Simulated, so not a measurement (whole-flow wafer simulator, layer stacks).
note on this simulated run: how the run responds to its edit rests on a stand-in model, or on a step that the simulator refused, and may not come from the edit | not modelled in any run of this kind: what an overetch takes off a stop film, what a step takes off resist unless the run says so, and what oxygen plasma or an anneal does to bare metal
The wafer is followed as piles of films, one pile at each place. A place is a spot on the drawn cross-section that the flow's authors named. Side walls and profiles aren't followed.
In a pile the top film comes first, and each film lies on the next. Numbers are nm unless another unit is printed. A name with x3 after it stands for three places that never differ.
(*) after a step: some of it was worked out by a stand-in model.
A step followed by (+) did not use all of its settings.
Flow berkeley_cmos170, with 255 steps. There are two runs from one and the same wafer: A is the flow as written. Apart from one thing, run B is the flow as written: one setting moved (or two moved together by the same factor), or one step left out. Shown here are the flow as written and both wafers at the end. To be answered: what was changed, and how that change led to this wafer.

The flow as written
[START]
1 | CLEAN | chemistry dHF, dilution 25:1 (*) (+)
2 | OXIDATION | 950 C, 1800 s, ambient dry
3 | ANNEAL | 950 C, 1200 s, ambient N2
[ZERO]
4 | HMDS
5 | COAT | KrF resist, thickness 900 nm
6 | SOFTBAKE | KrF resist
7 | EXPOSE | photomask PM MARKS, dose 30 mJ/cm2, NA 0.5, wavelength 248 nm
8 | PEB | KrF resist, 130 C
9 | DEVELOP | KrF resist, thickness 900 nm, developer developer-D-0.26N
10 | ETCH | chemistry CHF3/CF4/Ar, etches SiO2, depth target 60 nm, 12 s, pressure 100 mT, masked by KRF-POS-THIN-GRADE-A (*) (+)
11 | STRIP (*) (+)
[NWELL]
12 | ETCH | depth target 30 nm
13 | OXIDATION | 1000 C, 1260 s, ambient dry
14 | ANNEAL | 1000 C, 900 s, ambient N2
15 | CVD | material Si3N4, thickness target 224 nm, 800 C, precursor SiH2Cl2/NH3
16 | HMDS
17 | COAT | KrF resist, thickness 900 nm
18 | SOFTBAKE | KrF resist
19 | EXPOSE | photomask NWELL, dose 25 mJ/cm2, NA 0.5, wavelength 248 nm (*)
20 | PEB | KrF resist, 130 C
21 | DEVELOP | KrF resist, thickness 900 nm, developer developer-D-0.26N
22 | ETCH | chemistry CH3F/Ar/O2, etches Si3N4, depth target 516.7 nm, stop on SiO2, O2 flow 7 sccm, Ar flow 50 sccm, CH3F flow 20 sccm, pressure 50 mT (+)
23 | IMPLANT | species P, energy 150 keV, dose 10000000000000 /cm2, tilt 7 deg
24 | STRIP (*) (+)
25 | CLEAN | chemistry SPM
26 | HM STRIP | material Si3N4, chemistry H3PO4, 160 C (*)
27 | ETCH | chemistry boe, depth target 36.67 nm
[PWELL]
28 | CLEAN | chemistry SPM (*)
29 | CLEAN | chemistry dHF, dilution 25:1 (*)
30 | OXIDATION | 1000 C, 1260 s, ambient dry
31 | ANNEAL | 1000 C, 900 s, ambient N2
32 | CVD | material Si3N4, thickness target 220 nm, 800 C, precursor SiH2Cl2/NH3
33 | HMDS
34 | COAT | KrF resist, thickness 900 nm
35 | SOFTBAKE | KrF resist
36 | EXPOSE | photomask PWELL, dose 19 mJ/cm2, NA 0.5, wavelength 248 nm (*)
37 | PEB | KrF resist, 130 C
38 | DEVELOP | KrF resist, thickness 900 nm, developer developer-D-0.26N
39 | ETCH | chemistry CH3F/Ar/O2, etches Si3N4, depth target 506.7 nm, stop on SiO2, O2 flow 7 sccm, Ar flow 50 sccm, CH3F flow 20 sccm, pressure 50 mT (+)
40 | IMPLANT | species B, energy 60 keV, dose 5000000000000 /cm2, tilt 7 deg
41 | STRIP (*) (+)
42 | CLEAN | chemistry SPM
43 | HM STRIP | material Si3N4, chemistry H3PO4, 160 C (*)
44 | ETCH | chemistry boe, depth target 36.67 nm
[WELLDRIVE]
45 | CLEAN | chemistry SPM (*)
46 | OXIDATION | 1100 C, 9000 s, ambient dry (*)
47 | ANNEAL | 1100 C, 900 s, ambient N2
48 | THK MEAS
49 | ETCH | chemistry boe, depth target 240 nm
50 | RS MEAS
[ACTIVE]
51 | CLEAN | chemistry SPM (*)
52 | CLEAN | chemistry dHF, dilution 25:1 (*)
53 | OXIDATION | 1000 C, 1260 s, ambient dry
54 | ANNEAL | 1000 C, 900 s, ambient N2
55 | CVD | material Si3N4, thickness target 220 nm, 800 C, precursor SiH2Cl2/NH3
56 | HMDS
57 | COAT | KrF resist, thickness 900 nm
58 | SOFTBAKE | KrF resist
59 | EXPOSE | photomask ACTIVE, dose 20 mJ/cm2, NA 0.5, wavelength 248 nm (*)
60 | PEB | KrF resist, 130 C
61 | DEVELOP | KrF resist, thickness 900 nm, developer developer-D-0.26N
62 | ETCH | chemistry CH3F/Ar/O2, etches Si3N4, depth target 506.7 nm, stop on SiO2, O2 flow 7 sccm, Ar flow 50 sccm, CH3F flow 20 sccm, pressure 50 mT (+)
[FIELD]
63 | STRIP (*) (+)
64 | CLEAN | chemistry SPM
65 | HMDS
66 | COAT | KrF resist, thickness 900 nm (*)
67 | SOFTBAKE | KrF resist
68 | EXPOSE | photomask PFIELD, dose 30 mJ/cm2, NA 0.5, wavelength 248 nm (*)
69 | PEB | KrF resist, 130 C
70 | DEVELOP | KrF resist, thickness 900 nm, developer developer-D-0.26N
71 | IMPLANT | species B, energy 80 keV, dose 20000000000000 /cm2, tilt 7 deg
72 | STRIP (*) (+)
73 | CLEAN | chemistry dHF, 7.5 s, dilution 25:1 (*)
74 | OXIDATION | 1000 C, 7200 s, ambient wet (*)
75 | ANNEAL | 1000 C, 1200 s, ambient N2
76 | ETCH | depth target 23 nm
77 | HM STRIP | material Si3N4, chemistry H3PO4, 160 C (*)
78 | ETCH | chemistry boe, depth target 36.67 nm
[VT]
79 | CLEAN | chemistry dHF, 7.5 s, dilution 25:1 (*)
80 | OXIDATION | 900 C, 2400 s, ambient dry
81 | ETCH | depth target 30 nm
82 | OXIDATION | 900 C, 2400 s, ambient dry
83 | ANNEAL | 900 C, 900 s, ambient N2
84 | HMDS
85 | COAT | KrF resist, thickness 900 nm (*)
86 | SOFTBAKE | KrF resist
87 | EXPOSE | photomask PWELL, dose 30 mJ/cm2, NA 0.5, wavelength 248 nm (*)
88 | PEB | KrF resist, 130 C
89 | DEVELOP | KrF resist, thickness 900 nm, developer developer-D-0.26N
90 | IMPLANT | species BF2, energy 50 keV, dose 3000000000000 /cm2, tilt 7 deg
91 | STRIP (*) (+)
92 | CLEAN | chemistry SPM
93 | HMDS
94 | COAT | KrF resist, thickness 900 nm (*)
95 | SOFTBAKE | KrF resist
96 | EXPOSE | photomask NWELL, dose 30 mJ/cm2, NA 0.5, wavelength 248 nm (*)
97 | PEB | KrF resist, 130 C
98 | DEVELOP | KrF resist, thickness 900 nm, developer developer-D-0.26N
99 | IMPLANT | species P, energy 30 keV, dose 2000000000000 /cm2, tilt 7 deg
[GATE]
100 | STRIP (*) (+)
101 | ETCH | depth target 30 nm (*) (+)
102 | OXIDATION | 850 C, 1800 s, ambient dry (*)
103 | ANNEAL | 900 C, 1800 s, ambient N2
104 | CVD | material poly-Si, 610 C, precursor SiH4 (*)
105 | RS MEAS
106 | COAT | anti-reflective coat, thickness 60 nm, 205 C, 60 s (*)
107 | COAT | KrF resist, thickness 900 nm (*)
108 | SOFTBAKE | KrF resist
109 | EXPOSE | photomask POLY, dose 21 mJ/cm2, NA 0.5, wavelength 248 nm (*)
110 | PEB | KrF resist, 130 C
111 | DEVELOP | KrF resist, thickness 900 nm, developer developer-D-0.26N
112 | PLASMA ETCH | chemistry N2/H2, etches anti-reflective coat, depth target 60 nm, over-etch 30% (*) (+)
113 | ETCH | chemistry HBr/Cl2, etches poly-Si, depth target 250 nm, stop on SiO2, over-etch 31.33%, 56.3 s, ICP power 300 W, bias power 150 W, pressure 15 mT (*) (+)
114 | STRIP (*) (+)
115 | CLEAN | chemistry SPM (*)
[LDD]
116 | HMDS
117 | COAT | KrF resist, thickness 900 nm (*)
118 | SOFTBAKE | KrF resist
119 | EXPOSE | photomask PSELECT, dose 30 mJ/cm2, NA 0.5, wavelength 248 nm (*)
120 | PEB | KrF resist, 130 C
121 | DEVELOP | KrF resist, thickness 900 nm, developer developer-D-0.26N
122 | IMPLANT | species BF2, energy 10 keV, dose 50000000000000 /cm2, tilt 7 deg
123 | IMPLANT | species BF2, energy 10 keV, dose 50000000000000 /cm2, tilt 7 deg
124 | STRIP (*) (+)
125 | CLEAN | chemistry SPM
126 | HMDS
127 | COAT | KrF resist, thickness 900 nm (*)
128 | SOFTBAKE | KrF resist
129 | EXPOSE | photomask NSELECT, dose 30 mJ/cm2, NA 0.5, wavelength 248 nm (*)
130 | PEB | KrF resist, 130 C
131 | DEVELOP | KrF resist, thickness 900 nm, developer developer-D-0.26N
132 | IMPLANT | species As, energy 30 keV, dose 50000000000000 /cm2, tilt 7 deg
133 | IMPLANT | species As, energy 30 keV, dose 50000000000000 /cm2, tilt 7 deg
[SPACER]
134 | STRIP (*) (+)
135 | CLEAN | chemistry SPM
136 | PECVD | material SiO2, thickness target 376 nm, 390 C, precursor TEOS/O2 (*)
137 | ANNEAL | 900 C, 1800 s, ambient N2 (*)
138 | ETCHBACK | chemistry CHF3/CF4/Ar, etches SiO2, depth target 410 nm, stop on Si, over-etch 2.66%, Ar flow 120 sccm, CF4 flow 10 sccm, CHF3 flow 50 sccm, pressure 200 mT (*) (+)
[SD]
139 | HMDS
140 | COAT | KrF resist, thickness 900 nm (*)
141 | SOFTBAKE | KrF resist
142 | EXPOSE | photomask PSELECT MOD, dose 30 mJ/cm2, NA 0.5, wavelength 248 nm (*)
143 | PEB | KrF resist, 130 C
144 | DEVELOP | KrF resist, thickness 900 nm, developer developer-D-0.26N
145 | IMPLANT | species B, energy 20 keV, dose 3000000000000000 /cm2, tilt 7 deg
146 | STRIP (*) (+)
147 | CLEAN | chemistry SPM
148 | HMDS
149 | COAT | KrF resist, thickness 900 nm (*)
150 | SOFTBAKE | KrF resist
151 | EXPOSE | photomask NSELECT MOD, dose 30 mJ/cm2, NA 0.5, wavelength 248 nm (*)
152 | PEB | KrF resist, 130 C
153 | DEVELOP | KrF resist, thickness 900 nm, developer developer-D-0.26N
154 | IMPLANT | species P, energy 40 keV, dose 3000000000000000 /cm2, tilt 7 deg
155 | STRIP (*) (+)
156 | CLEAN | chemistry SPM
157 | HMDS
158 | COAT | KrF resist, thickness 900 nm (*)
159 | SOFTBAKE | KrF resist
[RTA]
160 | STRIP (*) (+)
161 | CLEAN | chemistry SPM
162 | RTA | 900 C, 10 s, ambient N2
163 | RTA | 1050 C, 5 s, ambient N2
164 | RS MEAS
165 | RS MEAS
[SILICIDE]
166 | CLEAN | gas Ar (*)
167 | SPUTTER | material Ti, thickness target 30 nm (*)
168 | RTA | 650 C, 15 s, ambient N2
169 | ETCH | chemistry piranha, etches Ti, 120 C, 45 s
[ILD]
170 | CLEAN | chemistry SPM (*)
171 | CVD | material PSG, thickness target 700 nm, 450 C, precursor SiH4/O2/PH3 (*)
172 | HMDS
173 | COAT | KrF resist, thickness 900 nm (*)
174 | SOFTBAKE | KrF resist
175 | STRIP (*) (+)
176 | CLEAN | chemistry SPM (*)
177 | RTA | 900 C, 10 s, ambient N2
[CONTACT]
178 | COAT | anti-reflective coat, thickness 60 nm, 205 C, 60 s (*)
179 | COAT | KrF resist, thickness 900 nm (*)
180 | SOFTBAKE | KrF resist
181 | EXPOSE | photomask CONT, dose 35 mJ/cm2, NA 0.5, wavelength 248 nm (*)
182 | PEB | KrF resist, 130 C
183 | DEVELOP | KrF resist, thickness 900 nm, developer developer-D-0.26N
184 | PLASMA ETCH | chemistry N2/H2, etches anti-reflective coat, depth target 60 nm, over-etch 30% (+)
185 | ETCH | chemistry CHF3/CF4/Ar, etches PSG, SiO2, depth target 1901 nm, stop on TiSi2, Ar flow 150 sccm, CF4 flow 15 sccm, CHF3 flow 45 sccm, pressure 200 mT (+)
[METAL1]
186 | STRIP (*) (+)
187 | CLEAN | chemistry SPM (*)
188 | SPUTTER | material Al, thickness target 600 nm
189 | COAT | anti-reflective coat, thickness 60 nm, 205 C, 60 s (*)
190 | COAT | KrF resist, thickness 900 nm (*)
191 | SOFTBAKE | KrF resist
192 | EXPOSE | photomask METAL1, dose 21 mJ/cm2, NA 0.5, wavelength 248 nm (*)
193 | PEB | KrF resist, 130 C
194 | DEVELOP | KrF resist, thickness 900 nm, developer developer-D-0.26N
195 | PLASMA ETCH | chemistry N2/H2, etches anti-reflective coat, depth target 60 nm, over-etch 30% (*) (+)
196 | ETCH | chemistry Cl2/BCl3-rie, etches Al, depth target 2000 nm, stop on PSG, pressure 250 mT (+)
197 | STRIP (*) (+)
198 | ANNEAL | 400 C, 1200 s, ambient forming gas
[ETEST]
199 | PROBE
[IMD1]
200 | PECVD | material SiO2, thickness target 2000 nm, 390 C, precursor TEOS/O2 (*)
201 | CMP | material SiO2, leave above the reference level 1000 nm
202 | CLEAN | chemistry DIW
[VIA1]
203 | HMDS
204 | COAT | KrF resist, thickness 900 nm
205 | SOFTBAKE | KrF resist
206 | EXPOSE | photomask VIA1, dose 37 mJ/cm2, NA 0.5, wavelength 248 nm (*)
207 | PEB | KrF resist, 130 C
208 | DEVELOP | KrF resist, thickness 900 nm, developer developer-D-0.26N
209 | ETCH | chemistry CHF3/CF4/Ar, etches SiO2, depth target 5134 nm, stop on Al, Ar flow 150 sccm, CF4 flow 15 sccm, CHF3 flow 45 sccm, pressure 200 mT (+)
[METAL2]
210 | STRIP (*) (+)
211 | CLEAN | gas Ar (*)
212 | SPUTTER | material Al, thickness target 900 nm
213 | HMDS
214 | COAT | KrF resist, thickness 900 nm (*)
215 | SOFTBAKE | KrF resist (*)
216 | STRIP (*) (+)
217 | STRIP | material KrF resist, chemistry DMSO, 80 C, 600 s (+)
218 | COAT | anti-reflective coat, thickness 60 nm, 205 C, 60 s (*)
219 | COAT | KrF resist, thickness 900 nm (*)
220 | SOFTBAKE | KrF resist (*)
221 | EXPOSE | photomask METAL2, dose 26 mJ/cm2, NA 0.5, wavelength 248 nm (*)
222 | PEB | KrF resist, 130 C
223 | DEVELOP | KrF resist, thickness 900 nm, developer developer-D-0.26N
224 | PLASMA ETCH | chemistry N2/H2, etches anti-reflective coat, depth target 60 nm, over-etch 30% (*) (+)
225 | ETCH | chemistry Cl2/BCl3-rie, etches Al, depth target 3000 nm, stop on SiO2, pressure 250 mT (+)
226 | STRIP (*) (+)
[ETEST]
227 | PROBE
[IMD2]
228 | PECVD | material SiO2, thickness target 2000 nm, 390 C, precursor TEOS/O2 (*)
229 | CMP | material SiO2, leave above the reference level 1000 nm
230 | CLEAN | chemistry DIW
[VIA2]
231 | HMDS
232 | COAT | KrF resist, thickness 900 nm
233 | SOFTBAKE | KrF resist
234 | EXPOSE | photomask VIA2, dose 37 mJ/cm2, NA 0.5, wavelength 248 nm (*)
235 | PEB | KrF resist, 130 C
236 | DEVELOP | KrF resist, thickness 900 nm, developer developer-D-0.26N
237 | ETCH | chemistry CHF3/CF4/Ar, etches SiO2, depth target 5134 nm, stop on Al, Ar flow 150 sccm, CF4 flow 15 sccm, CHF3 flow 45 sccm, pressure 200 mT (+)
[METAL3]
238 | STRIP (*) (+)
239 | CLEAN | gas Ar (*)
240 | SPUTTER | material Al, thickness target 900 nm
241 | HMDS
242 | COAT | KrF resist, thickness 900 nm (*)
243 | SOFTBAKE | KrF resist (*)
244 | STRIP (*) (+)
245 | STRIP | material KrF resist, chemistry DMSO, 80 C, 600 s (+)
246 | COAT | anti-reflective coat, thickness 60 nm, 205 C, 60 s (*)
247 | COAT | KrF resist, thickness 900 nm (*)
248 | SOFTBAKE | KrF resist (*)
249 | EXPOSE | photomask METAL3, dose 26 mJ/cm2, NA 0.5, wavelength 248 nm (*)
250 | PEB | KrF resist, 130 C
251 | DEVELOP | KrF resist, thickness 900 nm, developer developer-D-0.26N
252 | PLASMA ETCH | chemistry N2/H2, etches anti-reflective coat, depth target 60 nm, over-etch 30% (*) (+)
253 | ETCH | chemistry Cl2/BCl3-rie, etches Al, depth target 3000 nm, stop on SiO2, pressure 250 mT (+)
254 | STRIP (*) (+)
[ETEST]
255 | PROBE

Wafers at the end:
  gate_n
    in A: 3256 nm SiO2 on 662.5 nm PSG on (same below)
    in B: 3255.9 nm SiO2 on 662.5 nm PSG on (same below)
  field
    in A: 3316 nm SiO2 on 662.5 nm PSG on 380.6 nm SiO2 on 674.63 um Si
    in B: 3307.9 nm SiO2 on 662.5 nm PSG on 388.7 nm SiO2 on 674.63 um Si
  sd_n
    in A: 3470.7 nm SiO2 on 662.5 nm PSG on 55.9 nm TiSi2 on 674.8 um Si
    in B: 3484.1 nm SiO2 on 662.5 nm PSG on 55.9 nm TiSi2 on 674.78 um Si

Cause: step 55, CVD: 663 C was run, though the flow has 800 C.

Step by step, how the change led to this:
  55 | CVD | material Si3N4, thickness target 220 nm, 800 C, precursor SiH2Cl2/NH3
      field, sd_n, spacer_n and 9 more: A Si3N4 gains 220 (new film) | B Si3N4 gains 19.3 (new film)
  62 | ETCH | chemistry CH3F/Ar/O2, etches Si3N4, depth target 506.7 nm, stop on SiO2, O2 flow 7 sccm, Ar flow 50 sccm, CH3F flow 20 sccm, pressure 50 mT (+)
      sd_n, spacer_n, gate_n and 8 more: A KrF resist loses 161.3 | B KrF resist loses 27.5
      field: A Si3N4 loses 220 (all of it), SiO2 loses 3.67 | B Si3N4 loses 19.3 (all of it), SiO2 loses 3.67
  63 | STRIP (*) (+)
      sd_n, spacer_n, gate_n and 8 more: A KrF resist loses 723 (all of it) | B KrF resist loses 856.9 (all of it)
  66 | COAT | KrF resist, thickness 900 nm (*)
      field: A KrF resist gains 957.2 (new film) | B KrF resist gains 905.7 (new film)
      sd_n: A KrF resist gains 784.1 (new film) | B KrF resist gains 887.5 (new film)
      (also at 10 further places)
  70 | DEVELOP | KrF resist, thickness 900 nm, developer developer-D-0.26N
      field: A KrF resist loses 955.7 (all of it) | B KrF resist loses 904.3 (all of it)
  72 | STRIP (*) (+)
      sd_n: A KrF resist loses 768.6 (all of it) | B KrF resist loses 871.9 (all of it)
      spacer_n: A KrF resist loses 804.7 (all of it) | B KrF resist loses 875.8 (all of it)
      (also at 9 further places)
  74 | OXIDATION | 1000 C, 7200 s, ambient wet (*)
      sd_n: A SiO2 gains 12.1 (new film), Si3N4 loses 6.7, SiO2 gains 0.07, Si loses 0.07 | B SiO2 gains 12.1 (new film), Si3N4 loses 6.7, SiO2 gains 42.8, Si loses 19.2
      sd_p: A SiO2 gains 12.1 (new film), Si3N4 loses 6.7, SiO2 gains 0.07, Si loses 0.07 | B SiO2 gains 12.1 (new film), Si3N4 loses 6.7, SiO2 gains 41.4, Si loses 18.6
  77 | HM STRIP | material Si3N4, chemistry H3PO4, 160 C (*)
      sd_n, spacer_n, gate_n and 8 more: A Si3N4 loses 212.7 (all of it), SiO2 loses 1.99 | B Si3N4 loses 12 (all of it), SiO2 loses 0.11
      field: A SiO2 loses 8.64 | B SiO2 loses 0.49
  78 | ETCH | chemistry boe, depth target 36.67 nm
      sd_n, sd_p: A SiO2 loses 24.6 (all of it) | B SiO2 loses 36.7
      spacer_n, gate_n, gate_p, m1, via1, m2, via2: A SiO2 loses 24.6 (all of it) | B SiO2 loses 26.4 (all of it)
      (also at 2 further places)
  79 | CLEAN | chemistry dHF, 7.5 s, dilution 25:1 (*)
      sd_n, sd_p: A nothing | B SiO2 loses 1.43
  80 | OXIDATION | 900 C, 2400 s, ambient dry
      sd_n: A SiO2 gains 14.9 (new film), Si loses 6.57 | B SiO2 gains 6.33, Si loses 2.78
      sd_p: A SiO2 gains 14.9 (new film), Si loses 6.57 | B SiO2 gains 6.41, Si loses 2.82
  81 | ETCH | depth target 30 nm
      sd_n, sd_p: A SiO2 loses 14.9 (all of it) | B SiO2 loses 30
  82 | OXIDATION | 900 C, 2400 s, ambient dry
      sd_n: A SiO2 gains 14.9 (new film), Si loses 6.57 | B SiO2 gains 10.6, Si loses 4.68
      sd_p: A SiO2 gains 14.9 (new film), Si loses 6.57 | B SiO2 gains 10.9, Si loses 4.79
  101 | ETCH | depth target 30 nm (*) (+)
      sd_n: A SiO2 loses 14.9 (all of it) | B SiO2 loses 18.1 (all of it)
      sd_p: A SiO2 loses 14.9 (all of it) | B SiO2 loses 17 (all of it)
  106 | COAT | anti-reflective coat, thickness 60 nm, 205 C, 60 s (*)
      field: A anti-reflective coat gains 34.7 (new film) | B anti-reflective coat gains 35.5 (new film)
      sd_n: A anti-reflective coat gains 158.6 (new film) | B anti-reflective coat gains 184.5 (new film)
      (also at 6 further places)
  112 | PLASMA ETCH | chemistry N2/H2, etches anti-reflective coat, depth target 60 nm, over-etch 30% (*) (+)
      field: A anti-reflective coat loses 34.7 (all of it), poly-Si loses 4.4 | B anti-reflective coat loses 35.5 (all of it), poly-Si loses 5.24
      sd_n: A anti-reflective coat loses 158.6 (all of it), poly-Si loses 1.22 | B anti-reflective coat loses 184.5 (all of it), poly-Si loses 1.42
      (also at 8 further places)
  ... 8 further steps ...
  201 | CMP | material SiO2, leave above the reference level 1000 nm
      sd_n: A SiO2 loses 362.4 | B SiO2 loses 348.9
      sd_p: A SiO2 loses 335.3 | B SiO2 loses 319.7
      (also at 1 further place)
